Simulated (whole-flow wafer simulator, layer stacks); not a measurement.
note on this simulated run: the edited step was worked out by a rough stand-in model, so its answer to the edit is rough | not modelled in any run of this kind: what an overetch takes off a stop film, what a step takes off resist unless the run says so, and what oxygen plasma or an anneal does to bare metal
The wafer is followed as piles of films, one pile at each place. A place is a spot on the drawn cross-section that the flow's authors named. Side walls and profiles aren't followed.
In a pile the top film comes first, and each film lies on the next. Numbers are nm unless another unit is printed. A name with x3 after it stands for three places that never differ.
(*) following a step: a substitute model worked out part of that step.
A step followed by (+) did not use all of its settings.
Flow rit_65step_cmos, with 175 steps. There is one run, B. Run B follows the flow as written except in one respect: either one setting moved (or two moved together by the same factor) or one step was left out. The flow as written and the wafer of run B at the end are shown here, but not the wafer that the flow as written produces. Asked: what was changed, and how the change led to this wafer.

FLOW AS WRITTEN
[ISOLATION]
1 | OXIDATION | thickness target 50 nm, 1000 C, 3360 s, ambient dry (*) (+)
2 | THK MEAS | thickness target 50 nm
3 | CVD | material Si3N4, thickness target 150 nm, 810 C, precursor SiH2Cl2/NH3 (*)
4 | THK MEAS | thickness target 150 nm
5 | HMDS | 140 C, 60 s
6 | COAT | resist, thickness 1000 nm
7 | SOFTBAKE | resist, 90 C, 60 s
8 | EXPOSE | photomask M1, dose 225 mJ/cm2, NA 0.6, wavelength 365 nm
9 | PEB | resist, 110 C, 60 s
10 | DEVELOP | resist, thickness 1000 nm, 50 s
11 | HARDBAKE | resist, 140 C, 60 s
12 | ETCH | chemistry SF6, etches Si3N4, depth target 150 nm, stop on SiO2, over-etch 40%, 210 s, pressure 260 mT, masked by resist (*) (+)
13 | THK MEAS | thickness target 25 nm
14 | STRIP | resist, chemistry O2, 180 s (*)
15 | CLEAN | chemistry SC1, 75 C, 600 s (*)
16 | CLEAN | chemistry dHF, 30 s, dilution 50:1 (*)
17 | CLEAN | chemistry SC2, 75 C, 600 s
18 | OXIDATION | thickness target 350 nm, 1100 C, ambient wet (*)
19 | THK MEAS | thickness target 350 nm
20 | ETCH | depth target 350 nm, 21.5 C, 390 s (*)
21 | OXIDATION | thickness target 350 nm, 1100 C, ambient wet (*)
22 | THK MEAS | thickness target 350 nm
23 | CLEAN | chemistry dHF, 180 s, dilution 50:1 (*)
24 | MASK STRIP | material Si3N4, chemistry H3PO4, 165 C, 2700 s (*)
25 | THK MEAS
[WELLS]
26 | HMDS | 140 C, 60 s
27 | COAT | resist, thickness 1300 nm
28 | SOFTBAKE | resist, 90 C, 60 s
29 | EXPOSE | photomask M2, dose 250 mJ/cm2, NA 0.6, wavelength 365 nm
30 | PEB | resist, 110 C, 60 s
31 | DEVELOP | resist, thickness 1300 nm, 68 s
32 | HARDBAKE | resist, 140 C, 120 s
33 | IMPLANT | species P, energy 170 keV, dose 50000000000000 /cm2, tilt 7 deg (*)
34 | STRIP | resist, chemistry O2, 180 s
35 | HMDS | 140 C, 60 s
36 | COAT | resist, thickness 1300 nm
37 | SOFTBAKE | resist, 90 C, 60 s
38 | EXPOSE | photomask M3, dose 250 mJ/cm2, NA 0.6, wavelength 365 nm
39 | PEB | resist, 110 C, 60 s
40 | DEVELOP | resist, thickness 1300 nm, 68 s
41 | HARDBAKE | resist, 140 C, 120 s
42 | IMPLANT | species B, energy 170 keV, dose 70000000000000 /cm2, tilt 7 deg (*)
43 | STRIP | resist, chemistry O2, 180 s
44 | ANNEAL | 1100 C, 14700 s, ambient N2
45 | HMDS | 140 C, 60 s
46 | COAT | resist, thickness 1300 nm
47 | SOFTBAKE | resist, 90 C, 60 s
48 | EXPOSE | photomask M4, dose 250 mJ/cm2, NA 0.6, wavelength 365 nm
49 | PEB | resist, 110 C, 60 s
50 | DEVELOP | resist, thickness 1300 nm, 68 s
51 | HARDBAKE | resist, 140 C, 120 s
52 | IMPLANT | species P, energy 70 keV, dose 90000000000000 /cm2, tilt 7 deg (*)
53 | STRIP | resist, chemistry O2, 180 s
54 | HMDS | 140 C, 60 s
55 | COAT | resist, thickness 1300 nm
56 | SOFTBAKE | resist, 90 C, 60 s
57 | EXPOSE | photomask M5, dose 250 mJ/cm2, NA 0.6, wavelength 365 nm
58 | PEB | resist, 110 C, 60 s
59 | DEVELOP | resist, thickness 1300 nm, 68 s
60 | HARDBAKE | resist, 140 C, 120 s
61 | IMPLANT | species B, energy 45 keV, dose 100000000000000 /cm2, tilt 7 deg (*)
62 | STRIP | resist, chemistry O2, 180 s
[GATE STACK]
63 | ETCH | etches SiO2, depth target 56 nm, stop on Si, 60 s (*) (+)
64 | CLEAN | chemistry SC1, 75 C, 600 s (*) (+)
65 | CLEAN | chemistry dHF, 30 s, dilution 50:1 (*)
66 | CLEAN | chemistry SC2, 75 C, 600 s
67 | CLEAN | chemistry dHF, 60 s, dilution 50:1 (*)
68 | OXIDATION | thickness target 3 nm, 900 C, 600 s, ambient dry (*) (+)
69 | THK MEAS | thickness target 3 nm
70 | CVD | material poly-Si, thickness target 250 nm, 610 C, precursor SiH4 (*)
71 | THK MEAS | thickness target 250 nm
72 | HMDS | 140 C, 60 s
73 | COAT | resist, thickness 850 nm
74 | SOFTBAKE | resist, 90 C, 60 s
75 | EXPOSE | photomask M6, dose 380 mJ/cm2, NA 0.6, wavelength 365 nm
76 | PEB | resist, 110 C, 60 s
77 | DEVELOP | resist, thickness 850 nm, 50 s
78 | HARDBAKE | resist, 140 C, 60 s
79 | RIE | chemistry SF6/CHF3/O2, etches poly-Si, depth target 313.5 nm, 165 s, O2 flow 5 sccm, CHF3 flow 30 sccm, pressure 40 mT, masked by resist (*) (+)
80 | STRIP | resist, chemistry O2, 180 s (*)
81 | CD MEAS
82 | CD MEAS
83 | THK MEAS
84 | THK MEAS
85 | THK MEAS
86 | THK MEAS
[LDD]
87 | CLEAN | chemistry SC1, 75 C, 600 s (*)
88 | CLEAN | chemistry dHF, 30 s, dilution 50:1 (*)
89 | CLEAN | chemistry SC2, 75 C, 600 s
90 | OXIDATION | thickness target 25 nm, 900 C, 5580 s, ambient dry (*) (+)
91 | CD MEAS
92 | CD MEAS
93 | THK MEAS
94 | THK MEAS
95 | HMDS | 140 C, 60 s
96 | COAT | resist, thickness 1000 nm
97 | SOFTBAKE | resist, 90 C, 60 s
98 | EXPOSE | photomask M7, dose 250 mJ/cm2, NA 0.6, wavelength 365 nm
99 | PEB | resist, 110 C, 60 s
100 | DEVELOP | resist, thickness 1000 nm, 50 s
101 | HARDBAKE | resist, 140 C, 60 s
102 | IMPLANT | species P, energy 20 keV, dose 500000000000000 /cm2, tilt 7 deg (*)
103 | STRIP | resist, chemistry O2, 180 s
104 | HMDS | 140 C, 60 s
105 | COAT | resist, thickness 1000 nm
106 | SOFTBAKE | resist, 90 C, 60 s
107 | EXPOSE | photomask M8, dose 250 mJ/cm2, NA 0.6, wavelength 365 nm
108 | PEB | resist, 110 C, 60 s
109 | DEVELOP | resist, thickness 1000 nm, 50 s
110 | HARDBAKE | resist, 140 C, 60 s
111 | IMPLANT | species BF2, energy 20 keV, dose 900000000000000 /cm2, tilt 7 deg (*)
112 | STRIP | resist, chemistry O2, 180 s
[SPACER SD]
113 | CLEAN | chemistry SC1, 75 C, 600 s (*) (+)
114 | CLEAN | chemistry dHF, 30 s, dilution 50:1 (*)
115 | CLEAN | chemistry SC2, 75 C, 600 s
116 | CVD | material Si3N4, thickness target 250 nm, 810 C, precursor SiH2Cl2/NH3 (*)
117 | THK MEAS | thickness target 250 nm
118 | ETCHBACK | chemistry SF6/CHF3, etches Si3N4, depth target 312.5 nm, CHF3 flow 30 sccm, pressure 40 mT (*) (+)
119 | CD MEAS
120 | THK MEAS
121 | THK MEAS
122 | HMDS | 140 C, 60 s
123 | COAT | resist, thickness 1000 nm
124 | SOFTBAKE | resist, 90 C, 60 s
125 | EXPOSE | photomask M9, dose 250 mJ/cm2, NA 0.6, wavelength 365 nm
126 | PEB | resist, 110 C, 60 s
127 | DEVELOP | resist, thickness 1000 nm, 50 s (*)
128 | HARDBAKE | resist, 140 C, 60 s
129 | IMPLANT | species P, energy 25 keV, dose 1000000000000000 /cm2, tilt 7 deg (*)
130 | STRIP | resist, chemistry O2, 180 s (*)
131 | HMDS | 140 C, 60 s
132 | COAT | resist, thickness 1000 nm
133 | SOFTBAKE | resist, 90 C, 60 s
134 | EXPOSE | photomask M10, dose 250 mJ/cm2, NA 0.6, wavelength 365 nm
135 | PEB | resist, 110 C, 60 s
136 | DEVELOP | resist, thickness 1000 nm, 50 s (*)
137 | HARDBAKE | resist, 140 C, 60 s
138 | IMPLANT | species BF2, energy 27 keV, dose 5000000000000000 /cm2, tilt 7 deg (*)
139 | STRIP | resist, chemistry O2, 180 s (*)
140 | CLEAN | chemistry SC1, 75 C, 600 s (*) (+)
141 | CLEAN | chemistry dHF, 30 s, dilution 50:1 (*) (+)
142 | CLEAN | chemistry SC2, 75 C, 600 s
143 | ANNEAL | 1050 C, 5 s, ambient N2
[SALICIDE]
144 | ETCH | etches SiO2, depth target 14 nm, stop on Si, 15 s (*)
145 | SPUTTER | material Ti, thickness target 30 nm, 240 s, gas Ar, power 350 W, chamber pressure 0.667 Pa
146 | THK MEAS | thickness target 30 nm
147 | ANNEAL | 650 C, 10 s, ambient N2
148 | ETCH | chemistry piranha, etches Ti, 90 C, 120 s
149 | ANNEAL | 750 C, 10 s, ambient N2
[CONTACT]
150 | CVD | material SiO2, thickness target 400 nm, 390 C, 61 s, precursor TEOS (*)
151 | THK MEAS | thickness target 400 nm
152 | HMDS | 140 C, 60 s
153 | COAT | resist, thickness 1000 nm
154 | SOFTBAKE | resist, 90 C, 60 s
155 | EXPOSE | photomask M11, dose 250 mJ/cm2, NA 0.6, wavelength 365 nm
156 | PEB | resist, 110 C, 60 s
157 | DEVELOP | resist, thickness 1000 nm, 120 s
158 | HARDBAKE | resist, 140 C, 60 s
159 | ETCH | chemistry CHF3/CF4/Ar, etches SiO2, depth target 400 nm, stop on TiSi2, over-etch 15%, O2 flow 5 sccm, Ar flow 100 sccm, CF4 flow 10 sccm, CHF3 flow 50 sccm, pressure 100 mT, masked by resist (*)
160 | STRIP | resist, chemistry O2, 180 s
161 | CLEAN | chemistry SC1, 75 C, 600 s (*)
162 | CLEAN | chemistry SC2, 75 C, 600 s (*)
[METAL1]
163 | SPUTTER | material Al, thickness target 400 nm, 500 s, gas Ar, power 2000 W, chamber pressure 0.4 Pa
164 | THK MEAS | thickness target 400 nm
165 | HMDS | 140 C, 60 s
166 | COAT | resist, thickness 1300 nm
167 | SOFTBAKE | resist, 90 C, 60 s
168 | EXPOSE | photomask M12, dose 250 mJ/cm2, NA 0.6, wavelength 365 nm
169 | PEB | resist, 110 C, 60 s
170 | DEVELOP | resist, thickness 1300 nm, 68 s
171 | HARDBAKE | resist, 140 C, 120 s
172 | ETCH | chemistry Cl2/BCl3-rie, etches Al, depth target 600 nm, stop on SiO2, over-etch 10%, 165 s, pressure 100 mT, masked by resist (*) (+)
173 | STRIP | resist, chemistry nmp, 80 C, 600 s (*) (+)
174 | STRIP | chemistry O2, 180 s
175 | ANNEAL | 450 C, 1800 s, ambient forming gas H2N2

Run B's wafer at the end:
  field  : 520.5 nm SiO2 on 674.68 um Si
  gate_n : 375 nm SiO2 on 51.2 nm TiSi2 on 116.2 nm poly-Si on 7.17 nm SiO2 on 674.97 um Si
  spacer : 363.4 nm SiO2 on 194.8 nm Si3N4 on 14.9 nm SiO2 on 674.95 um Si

The reason: step 102, IMPLANT: dose 325000000000000 /cm2 was run, whereas the flow has dose 500000000000000 /cm2.

How this came from the change, step by step:
  114 | CLEAN | chemistry dHF, 30 s, dilution 50:1 (*)
      field, active_n, gate_n, spacer, sd_n, contact, m1: SiO2 loses 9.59 (as written it would have been: SiO2 loses 10.5)
  118 | ETCHBACK | chemistry SF6/CHF3, etches Si3N4, depth target 312.5 nm, CHF3 flow 30 sccm, pressure 40 mT (*) (+)
      gate_n: Si3N4 loses 250 (all of it), SiO2 loses 17.2 (all of it), poly-Si loses 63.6 (as written it would have been: Si3N4 loses 250 (all of it), SiO2 loses 16.3 (all of it), poly-Si loses 65.5)
